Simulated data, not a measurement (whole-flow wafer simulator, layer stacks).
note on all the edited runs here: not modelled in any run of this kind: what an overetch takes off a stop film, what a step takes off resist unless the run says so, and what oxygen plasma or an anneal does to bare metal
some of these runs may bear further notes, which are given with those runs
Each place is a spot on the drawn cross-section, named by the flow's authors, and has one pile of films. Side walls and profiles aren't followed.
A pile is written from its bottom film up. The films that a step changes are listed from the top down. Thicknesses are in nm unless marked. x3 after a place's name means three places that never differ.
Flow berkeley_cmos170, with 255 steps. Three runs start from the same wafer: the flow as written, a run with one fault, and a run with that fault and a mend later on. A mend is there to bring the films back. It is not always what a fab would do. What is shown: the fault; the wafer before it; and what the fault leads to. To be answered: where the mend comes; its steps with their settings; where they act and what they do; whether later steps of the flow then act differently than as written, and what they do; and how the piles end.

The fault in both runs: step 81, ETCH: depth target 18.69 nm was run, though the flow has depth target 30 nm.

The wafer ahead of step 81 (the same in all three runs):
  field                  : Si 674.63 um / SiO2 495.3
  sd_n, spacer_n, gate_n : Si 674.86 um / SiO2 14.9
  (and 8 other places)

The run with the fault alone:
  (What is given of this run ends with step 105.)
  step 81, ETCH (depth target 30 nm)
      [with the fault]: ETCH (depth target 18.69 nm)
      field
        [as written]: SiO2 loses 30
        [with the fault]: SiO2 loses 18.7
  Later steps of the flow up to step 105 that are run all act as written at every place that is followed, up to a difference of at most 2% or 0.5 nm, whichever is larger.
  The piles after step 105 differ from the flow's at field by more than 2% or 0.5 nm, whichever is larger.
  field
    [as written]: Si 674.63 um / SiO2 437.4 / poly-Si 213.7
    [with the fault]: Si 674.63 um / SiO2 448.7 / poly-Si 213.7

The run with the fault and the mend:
  The mend stands after step 81.
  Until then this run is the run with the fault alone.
  step 81a, ETCH (depth target 11.31 nm) (the flow's step 81 again, with other settings)
      field
        SiO2 loses 11.3
  Later steps of the flow that are run all act as written at every place that is followed.
  At every place that both follow, the piles at the end match the flow's.
